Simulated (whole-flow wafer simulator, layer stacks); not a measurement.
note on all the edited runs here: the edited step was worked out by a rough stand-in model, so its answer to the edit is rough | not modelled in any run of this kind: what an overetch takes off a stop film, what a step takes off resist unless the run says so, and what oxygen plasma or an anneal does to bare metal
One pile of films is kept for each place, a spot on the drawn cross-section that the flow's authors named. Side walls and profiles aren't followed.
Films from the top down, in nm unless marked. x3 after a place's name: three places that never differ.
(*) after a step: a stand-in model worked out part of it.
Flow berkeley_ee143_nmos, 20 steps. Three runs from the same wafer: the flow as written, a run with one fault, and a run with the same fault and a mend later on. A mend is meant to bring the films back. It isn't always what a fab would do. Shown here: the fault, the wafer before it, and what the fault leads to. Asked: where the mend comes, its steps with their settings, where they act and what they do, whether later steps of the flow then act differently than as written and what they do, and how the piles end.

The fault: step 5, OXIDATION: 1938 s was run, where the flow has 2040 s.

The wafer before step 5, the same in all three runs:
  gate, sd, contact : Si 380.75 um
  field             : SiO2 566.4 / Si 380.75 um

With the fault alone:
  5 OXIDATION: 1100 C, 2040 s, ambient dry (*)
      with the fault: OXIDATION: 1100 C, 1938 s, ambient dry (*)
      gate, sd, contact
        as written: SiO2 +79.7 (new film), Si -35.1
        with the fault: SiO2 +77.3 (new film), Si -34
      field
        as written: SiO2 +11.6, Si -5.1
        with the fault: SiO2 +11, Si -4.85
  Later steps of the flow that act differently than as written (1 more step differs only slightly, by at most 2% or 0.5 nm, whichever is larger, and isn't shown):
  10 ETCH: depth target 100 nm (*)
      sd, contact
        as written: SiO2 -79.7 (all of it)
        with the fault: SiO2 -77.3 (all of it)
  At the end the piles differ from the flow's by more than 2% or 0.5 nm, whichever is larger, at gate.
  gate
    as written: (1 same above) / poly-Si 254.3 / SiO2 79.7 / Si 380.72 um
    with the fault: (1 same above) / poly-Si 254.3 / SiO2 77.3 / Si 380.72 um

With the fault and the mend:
  The mend comes after step 5.
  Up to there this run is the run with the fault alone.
  5a OXIDATION: 1100 C, 102 s, ambient dry (*) (the flow's step 5 once more, with other settings)
      gate, sd, contact
        SiO2 +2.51, Si -1.1
      field
        SiO2 +0.59, Si -0.26
  No later step of the flow acts differently than as written, at any place that is followed, by more than 2% or 0.5 nm, whichever is larger.
  At the end the piles differ from the flow's only slightly at the places that both follow, by at most 2% or 0.5 nm, whichever is larger.
